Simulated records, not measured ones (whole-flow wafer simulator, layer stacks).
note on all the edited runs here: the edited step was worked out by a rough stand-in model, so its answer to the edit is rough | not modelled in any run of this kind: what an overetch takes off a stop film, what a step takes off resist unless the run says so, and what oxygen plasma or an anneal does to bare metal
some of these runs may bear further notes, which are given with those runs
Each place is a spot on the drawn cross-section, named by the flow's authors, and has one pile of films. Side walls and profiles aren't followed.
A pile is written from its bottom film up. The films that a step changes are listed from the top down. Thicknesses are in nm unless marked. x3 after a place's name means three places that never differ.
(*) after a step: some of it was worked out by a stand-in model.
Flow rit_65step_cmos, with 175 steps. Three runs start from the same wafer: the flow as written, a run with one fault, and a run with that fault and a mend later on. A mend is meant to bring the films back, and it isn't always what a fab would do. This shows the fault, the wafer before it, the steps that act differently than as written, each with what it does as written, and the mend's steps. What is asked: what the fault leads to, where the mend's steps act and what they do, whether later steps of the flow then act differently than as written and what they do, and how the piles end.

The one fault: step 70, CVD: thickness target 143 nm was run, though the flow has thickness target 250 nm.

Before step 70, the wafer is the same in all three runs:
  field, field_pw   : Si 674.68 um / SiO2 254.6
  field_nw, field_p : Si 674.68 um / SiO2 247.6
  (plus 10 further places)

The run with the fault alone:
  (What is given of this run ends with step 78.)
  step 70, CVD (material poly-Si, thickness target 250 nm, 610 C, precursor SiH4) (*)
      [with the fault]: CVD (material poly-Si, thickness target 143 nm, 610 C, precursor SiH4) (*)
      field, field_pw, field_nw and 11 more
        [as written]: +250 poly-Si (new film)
        [with the fault]: +143 poly-Si (new film)
  Later steps of the flow up to step 78 that are run all act as written at every place that is followed, up to a difference of at most 2% or 0.5 nm, whichever is larger.
  The piles after step 78 differ from the flow's at field, field_pw, field_nw and 11 more by more than 2% or 0.5 nm, whichever is larger.
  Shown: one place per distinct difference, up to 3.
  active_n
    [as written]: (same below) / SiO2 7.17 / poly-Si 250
    [with the fault]: (same below) / SiO2 7.17 / poly-Si 143
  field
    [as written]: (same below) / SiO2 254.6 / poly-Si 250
    [with the fault]: (same below) / SiO2 254.6 / poly-Si 143
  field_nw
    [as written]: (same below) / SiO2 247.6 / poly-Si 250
    [with the fault]: (same below) / SiO2 247.6 / poly-Si 143

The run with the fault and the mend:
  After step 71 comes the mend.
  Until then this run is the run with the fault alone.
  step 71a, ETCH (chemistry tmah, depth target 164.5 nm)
      field, field_pw, field_nw and 11 more
        -143 poly-Si (all of it)
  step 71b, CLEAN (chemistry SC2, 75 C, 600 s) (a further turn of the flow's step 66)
      leaves every film unchanged at each place that is followed
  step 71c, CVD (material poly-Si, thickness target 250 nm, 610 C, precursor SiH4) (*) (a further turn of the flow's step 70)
      field, field_pw, field_nw and 11 more
        +250 poly-Si (new film)
  Later steps of the flow that are run all act as written at every place that is followed.
  The piles end the same as the flow's at every place that both follow.
